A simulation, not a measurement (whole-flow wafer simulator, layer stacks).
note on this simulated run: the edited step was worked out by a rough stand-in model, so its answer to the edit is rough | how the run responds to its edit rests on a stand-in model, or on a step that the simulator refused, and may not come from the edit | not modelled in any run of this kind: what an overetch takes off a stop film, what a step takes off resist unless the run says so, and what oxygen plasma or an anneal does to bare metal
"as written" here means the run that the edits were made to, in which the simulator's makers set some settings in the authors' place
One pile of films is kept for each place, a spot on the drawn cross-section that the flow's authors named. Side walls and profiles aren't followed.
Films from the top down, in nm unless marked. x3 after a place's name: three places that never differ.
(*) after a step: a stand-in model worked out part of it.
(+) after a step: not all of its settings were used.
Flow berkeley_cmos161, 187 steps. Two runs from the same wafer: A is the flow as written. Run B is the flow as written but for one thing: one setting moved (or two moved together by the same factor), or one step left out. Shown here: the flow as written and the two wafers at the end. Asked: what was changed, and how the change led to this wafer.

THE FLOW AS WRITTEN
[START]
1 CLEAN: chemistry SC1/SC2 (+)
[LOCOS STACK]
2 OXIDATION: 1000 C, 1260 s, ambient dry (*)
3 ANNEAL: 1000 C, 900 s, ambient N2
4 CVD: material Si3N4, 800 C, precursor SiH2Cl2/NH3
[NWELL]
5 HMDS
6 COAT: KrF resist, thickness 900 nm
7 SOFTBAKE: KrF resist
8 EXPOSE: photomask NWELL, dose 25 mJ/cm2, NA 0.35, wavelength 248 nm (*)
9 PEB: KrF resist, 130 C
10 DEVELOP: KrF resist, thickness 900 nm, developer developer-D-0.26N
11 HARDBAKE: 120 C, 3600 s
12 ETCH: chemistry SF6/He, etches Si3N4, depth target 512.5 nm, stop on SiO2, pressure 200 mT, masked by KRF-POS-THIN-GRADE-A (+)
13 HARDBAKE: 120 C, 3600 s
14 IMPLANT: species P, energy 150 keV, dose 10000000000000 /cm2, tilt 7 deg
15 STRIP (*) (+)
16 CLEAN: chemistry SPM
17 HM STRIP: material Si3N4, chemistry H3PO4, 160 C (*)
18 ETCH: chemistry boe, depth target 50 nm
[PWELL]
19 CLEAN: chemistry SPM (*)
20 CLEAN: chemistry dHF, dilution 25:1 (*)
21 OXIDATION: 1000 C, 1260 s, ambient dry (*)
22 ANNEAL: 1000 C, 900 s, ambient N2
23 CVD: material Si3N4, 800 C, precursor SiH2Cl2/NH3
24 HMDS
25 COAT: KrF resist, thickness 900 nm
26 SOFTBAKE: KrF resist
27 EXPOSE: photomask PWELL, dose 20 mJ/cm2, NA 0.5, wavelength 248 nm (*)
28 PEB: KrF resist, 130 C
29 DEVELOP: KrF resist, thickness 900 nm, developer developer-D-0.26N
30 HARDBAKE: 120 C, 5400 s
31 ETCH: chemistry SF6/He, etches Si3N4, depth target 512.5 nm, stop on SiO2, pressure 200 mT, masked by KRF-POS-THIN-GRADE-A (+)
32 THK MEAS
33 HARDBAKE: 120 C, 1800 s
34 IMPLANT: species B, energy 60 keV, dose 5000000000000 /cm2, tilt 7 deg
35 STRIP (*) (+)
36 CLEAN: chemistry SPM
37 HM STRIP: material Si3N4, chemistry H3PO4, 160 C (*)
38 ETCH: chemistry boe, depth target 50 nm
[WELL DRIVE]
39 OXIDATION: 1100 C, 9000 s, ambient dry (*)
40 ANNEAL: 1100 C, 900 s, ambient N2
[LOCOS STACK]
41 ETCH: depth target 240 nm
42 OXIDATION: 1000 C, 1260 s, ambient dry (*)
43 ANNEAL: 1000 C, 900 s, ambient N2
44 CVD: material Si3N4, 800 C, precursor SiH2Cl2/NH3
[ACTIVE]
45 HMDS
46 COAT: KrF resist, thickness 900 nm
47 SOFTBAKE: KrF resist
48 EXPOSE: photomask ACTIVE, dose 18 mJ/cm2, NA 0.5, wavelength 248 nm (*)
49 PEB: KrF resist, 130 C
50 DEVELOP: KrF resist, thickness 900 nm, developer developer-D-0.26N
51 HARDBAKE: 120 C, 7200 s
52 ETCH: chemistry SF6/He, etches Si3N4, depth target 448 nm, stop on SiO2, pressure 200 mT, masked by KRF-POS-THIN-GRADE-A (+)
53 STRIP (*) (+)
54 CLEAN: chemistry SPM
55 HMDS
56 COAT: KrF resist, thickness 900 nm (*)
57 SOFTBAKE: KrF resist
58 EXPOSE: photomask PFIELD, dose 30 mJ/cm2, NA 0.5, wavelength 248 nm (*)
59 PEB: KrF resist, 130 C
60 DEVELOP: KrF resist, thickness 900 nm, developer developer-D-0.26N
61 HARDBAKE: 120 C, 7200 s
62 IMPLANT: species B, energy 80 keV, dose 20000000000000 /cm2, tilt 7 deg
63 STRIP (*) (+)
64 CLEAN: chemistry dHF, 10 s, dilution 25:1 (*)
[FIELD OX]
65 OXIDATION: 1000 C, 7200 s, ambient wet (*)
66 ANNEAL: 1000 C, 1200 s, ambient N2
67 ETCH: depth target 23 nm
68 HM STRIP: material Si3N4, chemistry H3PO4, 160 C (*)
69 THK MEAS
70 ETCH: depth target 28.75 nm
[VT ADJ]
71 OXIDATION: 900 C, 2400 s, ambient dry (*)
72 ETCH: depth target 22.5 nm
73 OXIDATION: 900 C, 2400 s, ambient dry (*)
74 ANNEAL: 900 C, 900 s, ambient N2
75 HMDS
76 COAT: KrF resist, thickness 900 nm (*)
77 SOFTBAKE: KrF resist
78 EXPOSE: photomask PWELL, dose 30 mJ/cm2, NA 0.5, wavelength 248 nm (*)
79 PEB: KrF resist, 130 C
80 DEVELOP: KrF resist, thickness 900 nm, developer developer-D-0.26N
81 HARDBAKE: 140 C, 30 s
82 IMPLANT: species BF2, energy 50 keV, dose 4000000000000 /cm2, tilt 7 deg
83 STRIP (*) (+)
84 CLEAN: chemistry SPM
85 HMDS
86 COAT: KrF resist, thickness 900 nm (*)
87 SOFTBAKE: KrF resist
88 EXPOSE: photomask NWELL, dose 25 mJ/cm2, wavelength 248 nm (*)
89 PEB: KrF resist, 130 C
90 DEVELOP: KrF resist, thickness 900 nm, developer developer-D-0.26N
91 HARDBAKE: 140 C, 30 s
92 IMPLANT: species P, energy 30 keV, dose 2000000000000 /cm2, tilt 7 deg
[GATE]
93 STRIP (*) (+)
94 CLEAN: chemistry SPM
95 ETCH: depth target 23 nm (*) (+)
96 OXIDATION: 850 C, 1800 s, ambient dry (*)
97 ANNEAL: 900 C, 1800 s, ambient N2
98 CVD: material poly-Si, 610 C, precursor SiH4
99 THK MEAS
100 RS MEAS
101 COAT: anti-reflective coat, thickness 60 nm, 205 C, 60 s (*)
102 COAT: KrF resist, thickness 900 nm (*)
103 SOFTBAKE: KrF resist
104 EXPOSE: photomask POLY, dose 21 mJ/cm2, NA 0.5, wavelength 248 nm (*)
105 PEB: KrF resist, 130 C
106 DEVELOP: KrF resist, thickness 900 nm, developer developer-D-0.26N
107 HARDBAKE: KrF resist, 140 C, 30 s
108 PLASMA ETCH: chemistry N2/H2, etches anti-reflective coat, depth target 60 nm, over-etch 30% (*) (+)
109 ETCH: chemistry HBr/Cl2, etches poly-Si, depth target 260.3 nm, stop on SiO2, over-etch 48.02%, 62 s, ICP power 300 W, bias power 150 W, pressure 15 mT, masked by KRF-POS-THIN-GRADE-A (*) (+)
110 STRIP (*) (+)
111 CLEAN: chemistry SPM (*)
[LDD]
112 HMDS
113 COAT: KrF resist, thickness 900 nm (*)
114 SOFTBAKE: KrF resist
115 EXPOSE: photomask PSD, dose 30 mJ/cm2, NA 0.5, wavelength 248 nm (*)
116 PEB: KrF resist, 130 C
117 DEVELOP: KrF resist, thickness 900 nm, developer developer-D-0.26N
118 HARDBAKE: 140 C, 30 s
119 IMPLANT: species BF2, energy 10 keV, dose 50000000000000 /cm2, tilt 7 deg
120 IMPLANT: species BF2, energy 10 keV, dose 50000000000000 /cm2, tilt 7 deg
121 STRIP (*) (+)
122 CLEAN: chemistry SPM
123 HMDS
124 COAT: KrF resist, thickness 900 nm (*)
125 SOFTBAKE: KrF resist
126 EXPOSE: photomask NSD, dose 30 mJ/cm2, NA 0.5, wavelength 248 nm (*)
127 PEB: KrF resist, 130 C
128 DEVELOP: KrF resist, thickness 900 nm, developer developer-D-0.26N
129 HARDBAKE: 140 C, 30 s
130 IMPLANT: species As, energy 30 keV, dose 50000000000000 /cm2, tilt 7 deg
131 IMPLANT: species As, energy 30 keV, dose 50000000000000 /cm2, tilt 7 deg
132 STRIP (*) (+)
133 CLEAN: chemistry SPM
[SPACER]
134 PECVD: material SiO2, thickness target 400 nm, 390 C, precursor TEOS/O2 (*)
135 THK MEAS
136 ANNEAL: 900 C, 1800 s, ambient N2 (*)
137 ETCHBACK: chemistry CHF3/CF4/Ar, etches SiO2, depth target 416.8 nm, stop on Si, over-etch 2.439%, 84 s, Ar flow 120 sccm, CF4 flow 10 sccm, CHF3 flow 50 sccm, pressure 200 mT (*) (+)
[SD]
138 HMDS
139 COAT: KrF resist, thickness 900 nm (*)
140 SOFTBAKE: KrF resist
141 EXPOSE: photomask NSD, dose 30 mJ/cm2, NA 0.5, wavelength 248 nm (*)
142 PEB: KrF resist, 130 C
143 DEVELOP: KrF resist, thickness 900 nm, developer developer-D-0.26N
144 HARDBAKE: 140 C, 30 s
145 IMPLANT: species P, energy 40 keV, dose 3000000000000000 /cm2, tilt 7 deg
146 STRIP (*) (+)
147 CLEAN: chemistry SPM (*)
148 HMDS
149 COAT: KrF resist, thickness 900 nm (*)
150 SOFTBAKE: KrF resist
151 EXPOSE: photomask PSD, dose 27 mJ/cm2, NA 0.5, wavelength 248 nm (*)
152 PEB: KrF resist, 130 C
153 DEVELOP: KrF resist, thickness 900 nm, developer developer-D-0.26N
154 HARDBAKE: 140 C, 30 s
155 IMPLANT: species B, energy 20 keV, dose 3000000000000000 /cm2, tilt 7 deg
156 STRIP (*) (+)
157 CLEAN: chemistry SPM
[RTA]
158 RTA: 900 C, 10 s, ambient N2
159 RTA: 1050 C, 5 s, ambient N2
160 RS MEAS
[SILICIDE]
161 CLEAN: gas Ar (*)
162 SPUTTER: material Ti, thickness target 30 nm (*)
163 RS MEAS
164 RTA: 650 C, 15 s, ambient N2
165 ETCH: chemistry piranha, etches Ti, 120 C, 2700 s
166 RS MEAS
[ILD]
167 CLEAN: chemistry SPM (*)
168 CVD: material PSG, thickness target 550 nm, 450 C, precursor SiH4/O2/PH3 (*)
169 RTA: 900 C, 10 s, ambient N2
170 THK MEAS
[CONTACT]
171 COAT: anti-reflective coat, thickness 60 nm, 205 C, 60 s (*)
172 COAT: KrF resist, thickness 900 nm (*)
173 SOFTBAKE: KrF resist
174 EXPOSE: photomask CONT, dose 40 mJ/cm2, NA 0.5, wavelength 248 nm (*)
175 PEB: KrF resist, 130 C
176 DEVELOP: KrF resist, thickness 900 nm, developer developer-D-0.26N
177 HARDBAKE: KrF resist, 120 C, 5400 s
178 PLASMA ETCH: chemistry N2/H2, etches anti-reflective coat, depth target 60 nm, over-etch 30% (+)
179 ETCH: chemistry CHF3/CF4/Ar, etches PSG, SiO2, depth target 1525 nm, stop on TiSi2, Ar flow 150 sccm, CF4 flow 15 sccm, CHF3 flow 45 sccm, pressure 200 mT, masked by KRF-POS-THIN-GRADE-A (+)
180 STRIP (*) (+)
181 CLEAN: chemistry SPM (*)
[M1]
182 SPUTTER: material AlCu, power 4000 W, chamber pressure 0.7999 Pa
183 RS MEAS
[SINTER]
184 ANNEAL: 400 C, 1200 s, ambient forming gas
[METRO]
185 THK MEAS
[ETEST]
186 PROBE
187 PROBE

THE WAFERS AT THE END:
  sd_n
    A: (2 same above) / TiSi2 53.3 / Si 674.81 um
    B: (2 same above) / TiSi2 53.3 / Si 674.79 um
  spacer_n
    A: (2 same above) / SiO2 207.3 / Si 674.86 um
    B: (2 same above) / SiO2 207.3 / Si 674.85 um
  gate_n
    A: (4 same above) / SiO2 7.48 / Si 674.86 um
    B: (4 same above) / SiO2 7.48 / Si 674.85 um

The cause: step 2, OXIDATION: 1100 C was run, where the flow has 1000 C.

How the change led to this, step by step:
  2 OXIDATION: 1000 C, 1260 s, ambient dry (*)
      field, sd_n, spacer_n and 6 more: A SiO2 +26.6 (new film), chemical SiO2 -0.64 (all of it), Si -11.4 | B SiO2 +59.8 (new film), chemical SiO2 -0.64 (all of it), Si -26
  18 ETCH: chemistry boe, depth target 50 nm
      field, sd_n, spacer_n, gate_n, contact, m1: A SiO2 -24.5 (all of it) | B SiO2 -50
      sd_p, spacer_p, gate_p: A SiO2 -14.3 (all of it) | B SiO2 -47.5 (all of it)
  19 CLEAN: chemistry SPM (*)
      field, sd_n, spacer_n, gate_n, contact, m1: A chemical SiO2 +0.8 (new film), Si -0.35 | B nothing
  20 CLEAN: chemistry dHF, dilution 25:1 (*)
      field, sd_n, spacer_n, gate_n, contact, m1: A chemical SiO2 -0.8 (all of it) | B SiO2 -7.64 (all of it)
